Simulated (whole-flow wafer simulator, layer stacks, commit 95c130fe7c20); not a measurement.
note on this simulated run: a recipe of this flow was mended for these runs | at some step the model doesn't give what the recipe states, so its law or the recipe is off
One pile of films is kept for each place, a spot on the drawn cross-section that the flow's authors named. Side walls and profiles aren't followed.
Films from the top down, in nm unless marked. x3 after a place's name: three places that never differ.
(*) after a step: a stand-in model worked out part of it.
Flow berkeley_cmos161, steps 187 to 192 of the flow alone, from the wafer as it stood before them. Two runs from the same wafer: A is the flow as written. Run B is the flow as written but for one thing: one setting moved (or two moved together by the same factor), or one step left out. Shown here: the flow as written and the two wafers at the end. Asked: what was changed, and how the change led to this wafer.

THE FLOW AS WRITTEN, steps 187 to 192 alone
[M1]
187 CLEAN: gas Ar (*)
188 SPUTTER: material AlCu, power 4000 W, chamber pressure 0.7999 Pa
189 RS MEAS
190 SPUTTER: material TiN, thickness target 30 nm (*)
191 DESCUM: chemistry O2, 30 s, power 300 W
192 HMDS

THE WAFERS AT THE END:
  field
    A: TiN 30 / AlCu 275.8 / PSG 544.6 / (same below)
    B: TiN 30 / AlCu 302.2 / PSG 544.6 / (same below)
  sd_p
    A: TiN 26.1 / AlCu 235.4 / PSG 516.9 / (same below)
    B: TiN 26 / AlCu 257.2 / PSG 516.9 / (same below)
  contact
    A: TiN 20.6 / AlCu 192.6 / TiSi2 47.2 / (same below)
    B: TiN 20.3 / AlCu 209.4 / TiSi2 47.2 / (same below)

The cause: step 188, SPUTTER: chamber pressure 0.6079 Pa was run, where the flow has chamber pressure 0.7999 Pa.

How the change led to this, step by step:
  188 SPUTTER: material AlCu, power 4000 W, chamber pressure 0.7999 Pa
      field, sd_n, spacer_n, gate_n, spacer_p, gate_p, m1: A AlCu +275.8 (new film) | B AlCu +302.2 (new film)
      sd_p: A AlCu +235.4 (new film) | B AlCu +257.2 (new film)
      (and at 1 more place)
